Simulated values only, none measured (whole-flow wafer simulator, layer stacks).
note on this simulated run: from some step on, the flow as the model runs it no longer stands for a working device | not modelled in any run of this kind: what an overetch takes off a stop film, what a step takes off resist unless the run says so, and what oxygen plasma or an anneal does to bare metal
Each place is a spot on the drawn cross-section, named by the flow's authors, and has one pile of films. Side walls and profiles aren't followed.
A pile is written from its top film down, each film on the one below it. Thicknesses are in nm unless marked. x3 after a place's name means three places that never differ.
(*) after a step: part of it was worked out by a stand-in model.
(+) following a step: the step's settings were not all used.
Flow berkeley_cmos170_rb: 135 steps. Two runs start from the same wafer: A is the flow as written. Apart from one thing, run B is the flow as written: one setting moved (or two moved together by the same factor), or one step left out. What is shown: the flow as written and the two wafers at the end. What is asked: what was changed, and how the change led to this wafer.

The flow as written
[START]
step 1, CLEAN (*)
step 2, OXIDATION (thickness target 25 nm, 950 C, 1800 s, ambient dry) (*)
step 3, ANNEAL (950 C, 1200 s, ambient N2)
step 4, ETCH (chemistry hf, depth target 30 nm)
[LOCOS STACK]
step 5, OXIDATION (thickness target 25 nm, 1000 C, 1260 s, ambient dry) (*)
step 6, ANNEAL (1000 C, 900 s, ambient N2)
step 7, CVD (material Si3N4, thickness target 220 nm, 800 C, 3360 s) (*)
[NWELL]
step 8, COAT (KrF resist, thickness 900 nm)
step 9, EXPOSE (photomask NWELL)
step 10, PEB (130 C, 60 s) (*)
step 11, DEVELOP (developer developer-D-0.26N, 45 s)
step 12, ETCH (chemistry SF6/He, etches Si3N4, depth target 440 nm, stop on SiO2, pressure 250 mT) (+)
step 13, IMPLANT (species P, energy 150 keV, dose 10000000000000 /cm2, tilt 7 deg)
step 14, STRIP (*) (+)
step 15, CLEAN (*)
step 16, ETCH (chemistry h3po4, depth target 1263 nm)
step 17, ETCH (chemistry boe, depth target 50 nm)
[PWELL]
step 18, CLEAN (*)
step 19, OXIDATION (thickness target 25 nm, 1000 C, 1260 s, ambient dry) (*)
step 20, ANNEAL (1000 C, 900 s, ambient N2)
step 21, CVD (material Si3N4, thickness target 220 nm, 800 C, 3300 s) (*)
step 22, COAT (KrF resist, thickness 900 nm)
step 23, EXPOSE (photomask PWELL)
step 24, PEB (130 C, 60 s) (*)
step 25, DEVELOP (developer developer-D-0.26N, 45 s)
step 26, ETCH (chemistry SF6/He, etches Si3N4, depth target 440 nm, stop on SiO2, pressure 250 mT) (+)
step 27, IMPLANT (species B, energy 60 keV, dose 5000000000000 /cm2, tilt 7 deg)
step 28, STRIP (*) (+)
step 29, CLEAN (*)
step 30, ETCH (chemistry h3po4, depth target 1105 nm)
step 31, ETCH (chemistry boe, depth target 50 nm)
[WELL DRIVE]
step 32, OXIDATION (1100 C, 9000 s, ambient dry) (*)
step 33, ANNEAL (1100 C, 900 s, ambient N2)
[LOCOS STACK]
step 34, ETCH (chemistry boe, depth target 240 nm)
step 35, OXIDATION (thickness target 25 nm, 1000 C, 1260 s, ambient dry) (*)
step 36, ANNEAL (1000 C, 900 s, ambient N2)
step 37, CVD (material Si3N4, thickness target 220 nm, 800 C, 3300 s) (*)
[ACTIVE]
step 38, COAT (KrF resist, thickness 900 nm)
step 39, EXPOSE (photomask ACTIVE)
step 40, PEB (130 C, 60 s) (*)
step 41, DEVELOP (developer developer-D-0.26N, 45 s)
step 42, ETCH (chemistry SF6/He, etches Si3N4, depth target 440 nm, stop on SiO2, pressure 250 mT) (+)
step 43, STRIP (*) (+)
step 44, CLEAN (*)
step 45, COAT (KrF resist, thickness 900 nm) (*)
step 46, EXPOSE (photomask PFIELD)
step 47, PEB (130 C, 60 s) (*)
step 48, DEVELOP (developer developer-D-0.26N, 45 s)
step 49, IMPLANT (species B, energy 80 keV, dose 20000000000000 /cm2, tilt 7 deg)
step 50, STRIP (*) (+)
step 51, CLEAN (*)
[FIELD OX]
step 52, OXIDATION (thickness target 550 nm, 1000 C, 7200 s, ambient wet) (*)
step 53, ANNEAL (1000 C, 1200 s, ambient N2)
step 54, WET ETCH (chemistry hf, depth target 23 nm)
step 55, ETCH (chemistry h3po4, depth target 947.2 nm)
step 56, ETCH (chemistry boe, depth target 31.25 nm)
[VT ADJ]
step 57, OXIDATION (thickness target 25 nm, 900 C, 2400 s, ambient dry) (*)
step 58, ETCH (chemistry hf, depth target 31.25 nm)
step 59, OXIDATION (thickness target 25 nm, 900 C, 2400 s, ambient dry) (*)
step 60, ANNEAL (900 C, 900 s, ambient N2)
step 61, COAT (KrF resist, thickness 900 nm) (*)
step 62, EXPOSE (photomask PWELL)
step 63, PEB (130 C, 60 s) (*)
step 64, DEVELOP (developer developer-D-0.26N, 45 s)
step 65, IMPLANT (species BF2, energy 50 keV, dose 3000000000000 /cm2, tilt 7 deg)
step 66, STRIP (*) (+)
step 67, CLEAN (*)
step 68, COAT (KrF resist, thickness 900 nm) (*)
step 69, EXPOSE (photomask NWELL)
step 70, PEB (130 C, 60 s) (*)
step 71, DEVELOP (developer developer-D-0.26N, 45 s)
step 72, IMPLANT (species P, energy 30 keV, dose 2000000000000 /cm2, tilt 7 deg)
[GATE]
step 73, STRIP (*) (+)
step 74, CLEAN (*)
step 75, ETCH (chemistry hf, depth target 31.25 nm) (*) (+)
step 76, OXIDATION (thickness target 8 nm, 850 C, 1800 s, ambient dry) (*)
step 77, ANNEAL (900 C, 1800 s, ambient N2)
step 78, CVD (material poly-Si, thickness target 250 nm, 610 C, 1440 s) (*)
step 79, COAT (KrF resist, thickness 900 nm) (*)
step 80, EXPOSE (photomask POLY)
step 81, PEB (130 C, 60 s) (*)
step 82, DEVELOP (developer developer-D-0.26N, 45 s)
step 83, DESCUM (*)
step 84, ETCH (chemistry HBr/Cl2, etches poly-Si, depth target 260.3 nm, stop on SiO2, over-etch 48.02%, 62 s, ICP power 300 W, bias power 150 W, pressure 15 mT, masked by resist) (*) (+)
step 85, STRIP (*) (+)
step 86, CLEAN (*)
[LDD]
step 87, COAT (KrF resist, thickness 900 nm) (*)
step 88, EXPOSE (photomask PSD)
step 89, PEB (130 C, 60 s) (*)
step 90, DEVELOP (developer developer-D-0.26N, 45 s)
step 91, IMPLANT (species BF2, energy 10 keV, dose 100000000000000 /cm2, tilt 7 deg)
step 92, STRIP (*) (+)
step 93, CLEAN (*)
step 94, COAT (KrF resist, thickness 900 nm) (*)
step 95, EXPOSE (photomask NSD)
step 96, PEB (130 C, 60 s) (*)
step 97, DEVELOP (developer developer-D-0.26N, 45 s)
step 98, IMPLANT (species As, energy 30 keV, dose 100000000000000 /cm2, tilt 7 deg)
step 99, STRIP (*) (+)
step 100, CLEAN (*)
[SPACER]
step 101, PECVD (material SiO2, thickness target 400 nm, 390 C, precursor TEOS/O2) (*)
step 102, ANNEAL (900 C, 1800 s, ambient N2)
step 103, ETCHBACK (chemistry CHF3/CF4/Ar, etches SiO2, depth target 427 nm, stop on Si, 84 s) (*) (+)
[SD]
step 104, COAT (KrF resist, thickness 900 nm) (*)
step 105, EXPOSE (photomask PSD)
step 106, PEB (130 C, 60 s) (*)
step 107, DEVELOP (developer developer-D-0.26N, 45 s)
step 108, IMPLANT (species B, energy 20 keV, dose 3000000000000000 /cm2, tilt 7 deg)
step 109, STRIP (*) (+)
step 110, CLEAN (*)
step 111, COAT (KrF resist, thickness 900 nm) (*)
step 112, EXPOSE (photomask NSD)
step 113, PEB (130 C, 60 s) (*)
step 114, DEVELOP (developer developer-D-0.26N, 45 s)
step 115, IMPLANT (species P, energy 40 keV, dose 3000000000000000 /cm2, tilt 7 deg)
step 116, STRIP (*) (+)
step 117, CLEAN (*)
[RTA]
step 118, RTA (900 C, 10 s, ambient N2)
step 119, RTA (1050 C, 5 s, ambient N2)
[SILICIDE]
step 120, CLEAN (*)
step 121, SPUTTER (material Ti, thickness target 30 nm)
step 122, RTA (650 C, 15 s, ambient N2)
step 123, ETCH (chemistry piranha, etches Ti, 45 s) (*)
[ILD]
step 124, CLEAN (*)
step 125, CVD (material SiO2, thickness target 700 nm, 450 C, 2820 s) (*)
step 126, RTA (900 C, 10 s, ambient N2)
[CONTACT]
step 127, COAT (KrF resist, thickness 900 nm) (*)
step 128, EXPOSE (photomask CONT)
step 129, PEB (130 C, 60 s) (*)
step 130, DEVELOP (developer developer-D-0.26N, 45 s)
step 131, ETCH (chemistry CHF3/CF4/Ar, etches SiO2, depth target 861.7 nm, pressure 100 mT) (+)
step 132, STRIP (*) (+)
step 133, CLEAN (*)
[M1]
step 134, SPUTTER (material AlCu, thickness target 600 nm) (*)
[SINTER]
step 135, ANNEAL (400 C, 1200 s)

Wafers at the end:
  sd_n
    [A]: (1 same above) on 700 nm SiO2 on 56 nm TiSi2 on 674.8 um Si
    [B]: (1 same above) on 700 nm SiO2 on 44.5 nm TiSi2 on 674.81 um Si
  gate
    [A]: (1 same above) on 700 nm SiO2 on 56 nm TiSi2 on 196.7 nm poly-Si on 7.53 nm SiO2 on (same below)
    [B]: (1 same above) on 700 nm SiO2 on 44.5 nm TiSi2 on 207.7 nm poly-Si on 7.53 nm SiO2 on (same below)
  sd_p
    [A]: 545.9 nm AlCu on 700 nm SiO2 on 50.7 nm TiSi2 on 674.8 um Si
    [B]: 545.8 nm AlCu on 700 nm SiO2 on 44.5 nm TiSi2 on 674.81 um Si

Cause: step 122, RTA: 618 C was run, whereas the flow has 650 C.

Step by step, how the change led to this:
  step 122, RTA (650 C, 15 s, ambient N2)
      sd_n, contact, m1: A -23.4 Ti, +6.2 TiSi first (new film), +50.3 TiSi2 C49 (new film), -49 Si | B -18.6 Ti, +20.9 TiSi first (new film), +16.2 TiSi2 C49 (new film), -28.3 Si
      gate, gate_p: A -23.4 Ti, +6.2 TiSi first (new film), +50.3 TiSi2 C49 (new film), -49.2 poly-Si | B -18.6 Ti, +20.9 TiSi first (new film), +16.2 TiSi2 C49 (new film), -28.4 poly-Si
      (and at 1 other place as well)
  step 123, ETCH (chemistry piranha, etches Ti, 45 s) (*)
      sd_n, gate, gate_p, contact, m1: A -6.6 Ti (all of it) | B -11.4 Ti (all of it)
      sd_p: A -5.96 Ti (all of it) | B -8.54 Ti (all of it)
  step 126, RTA (900 C, 10 s, ambient N2)
      sd_n, contact, m1: A under 1 film: +56 TiSi2 (new film), -6.2 TiSi first (all of it), -50.3 TiSi2 C49 (all of it), -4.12 Si | B under 1 film: +44.5 TiSi2 (new film), -20.9 TiSi first (all of it), -16.2 TiSi2 C49 (all of it), -13.9 Si
      gate, gate_p: A under 1 film: +56 TiSi2 (new film), -6.2 TiSi first (all of it), -50.3 TiSi2 C49 (all of it), -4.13 poly-Si | B under 1 film: +44.5 TiSi2 (new film), -20.9 TiSi first (all of it), -16.2 TiSi2 C49 (all of it), -13.9 poly-Si
      (and at 1 other place as well)
